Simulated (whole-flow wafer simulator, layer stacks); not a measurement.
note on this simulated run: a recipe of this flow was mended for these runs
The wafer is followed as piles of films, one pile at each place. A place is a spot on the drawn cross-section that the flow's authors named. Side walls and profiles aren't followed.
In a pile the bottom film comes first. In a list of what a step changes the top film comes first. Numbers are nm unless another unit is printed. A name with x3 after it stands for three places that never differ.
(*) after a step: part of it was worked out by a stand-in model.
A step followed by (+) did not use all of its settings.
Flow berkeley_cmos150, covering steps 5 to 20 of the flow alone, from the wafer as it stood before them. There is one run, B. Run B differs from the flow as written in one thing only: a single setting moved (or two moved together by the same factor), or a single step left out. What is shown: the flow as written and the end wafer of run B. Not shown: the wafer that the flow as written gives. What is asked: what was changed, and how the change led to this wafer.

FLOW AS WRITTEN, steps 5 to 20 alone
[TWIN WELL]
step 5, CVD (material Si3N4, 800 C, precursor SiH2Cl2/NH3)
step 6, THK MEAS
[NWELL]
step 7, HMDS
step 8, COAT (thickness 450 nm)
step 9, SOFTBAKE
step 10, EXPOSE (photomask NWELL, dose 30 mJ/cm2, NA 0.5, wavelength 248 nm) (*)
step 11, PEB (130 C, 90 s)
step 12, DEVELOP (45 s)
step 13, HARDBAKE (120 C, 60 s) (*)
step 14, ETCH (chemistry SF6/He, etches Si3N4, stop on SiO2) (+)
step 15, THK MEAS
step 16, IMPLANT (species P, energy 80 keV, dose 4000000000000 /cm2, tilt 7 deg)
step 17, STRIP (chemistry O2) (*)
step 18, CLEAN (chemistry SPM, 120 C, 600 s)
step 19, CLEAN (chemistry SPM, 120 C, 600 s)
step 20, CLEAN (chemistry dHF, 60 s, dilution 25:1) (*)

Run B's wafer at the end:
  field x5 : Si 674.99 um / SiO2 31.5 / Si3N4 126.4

Cause: step 5, CVD: 820 C was run, whereas the flow has 800 C.

The path from the change to this, step by step:
  step 5, CVD (material Si3N4, 800 C, precursor SiH2Cl2/NH3)
      field x5, field_p x3: +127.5 Si3N4 (new film) (in the flow as written it would be: +106 Si3N4 (new film))
  step 14, ETCH (chemistry SF6/He, etches Si3N4, stop on SiO2) (+)
      field x5: -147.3 KrF-resist (in the flow as written it would be: -124 KrF-resist)
      field_p x3: -127.5 Si3N4 (all of it), -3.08 SiO2 (in the flow as written it would be: -106 Si3N4 (all of it), -3.08 SiO2)
  step 17, STRIP (chemistry O2) (*)
      field x5: -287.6 KrF-resist (all of it) (in the flow as written it would be: -310.9 KrF-resist (all of it))
